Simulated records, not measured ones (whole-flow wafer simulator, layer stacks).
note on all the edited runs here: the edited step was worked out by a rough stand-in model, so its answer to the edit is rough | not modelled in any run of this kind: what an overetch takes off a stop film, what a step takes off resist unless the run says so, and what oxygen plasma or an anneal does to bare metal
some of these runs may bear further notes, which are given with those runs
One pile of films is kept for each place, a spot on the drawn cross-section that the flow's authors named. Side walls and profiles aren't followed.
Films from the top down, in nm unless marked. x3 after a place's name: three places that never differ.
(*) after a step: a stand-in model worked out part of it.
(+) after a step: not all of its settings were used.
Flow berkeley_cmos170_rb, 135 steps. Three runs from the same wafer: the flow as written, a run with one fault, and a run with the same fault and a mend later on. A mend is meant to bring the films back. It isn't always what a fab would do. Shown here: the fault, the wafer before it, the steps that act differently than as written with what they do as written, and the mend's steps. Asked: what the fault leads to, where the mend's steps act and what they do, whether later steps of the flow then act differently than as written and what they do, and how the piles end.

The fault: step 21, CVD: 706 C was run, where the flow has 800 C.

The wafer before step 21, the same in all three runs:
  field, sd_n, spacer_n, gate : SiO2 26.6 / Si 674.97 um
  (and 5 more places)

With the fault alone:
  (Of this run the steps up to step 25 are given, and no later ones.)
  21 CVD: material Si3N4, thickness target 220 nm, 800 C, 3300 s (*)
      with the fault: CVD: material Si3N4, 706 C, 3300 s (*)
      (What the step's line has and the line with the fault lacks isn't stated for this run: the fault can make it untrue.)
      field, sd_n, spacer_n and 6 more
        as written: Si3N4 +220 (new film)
        with the fault: Si3N4 +41.1 (new film)
  No later step of the flow up to step 25 acts differently than as written at any place that is followed.
  After step 25 the piles differ from the flow's by more than 2% or 0.5 nm, whichever is larger, at field, sd_n, spacer_n and 6 more.
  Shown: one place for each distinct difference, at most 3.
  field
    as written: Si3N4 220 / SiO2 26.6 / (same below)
    with the fault: Si3N4 41.1 / SiO2 26.6 / (same below)
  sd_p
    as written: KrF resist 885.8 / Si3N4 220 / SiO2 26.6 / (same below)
    with the fault: KrF resist 885.8 / Si3N4 41.1 / SiO2 26.6 / (same below)

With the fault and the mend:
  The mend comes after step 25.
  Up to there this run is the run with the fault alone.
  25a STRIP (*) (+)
      sd_p, spacer_p, gate_p, m1
        KrF resist -885.8 (all of it)
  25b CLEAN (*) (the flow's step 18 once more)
      changes no film at any place that is followed
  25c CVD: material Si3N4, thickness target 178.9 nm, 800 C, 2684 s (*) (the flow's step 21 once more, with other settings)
      field, sd_n, spacer_n and 6 more
        Si3N4 +178.9
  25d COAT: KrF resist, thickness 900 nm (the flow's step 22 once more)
      field, sd_n, spacer_n and 6 more
        KrF resist +900 (new film)
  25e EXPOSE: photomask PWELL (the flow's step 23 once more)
      changes no film at any place that is followed
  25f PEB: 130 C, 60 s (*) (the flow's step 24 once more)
      changes no film at any place that is followed
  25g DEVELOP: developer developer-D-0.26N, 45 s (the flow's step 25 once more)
      field, sd_n, spacer_n, gate, contact
        KrF resist -900 (all of it)
      sd_p, spacer_p, gate_p, m1
        KrF resist -14.2
  No later step of the flow acts differently than as written at any place that is followed.
  At the end the piles are the same as the flow's at every place that both follow.
